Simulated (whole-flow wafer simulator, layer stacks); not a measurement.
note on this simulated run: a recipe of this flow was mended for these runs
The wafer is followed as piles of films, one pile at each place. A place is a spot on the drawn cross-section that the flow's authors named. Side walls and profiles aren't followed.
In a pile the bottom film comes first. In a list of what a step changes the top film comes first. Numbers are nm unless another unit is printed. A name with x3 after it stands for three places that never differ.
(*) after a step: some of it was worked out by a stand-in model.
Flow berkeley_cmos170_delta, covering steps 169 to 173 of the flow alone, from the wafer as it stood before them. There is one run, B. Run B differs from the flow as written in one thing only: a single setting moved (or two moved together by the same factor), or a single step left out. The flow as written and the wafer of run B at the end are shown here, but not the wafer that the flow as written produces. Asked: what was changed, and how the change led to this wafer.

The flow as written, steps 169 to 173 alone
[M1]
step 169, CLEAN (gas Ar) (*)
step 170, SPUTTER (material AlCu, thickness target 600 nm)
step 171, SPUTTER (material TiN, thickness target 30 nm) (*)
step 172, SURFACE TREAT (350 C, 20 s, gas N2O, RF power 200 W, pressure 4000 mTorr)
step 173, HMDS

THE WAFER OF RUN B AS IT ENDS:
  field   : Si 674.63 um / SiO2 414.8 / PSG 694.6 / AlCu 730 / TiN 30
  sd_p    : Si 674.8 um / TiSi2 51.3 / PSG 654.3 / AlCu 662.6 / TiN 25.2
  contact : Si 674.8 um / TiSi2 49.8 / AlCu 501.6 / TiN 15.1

Cause: step 170, SPUTTER: thickness target 730 nm was run, though the flow has thickness target 600 nm.
One can read it off the wafer: field has AlCu 730, and step 170 as written asks for 600 nm.

The path from the change to this, step by step:
  step 170, SPUTTER (material AlCu, thickness target 600 nm)
      field, sd_n, spacer_n, gate, spacer_p, gate_p, m1: AlCu gains 730 (new film) (it would be, as written: AlCu gains 600 (new film))
      sd_p: AlCu gains 662.6 (new film) (it would be, as written: AlCu gains 539.5 (new film))
      (as well as at 1 more place)
  step 171, SPUTTER (material TiN, thickness target 30 nm) (*)
      contact: TiN gains 15.1 (new film) (it would be, as written: TiN gains 16.3 (new film))
